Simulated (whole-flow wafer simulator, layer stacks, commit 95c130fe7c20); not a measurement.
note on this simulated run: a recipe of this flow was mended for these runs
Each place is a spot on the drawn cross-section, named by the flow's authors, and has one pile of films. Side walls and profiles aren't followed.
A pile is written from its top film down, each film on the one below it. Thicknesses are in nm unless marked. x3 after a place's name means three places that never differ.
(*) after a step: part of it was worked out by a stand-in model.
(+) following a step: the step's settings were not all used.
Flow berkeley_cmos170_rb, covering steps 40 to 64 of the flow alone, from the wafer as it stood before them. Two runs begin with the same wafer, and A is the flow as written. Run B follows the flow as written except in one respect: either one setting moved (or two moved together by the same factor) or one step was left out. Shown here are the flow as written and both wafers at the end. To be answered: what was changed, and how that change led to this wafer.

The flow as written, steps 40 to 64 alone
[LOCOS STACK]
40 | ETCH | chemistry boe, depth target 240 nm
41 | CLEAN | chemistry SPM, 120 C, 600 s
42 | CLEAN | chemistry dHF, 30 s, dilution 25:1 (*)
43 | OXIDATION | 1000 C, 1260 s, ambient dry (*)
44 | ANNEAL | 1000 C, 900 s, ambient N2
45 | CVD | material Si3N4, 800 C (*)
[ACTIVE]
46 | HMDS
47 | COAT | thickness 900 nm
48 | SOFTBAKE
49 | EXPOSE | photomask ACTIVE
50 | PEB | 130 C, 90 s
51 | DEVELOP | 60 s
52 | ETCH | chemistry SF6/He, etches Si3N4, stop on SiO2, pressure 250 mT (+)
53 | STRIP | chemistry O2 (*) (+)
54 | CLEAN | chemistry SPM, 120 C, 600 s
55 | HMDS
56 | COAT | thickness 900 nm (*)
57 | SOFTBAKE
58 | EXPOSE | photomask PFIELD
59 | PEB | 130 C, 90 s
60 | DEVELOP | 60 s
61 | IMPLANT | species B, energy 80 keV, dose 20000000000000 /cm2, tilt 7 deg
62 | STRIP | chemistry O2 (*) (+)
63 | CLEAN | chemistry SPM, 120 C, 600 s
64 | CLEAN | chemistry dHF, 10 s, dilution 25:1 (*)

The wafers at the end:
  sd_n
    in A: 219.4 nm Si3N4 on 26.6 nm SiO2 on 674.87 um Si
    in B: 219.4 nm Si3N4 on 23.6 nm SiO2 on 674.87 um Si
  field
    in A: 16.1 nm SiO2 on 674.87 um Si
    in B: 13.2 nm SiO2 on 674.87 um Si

What caused this: step 43, OXIDATION: 1008 s was run, while the flow as written has 1260 s.

How this came from the change, step by step:
  43 | OXIDATION | 1000 C, 1260 s, ambient dry (*)
      field, sd_n, spacer_n and 6 more: A SiO2 gains 26.6 (new film), Si loses 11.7 | B SiO2 gains 23.6 (new film), Si loses 10.4
